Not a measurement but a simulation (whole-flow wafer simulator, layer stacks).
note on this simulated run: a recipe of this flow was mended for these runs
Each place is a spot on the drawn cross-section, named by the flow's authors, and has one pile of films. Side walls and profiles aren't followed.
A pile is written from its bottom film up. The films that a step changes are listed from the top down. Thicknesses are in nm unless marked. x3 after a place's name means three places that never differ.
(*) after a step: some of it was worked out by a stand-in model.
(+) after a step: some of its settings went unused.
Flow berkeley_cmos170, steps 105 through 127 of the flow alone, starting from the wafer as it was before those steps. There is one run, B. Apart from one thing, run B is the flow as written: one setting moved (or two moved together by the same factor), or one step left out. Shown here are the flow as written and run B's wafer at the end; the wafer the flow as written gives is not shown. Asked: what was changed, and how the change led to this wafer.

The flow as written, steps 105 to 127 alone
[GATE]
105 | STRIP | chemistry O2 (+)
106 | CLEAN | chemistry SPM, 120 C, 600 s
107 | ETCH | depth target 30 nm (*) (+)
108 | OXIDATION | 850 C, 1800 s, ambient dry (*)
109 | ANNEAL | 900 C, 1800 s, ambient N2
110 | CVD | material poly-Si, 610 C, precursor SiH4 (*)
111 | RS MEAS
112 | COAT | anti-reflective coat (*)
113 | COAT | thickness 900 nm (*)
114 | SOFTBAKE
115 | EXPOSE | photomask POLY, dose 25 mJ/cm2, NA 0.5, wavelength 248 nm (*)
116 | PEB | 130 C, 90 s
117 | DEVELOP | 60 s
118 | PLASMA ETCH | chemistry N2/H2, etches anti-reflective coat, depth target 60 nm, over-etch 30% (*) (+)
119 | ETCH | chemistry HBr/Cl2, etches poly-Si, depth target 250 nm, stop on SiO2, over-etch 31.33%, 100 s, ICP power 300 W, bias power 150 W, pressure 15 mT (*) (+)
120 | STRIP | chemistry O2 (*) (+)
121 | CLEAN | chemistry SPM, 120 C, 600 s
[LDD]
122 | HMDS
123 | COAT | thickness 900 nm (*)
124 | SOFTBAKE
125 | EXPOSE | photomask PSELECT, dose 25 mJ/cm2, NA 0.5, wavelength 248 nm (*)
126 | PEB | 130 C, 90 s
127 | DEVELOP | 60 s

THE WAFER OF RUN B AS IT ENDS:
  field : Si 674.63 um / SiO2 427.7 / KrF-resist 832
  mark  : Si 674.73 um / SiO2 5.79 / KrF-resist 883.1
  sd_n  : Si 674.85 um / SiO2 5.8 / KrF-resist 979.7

The reason: step 108, OXIDATION: 1368 s was run, though the flow has 1800 s.

How this came from the change, step by step:
  108 | OXIDATION | 850 C, 1800 s, ambient dry (*)
      mark, sd_n, spacer_n and 9 more: SiO2 gains 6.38 (new film), Si loses 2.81 (it would be, as written: SiO2 gains 7.48 (new film), Si loses 3.29)
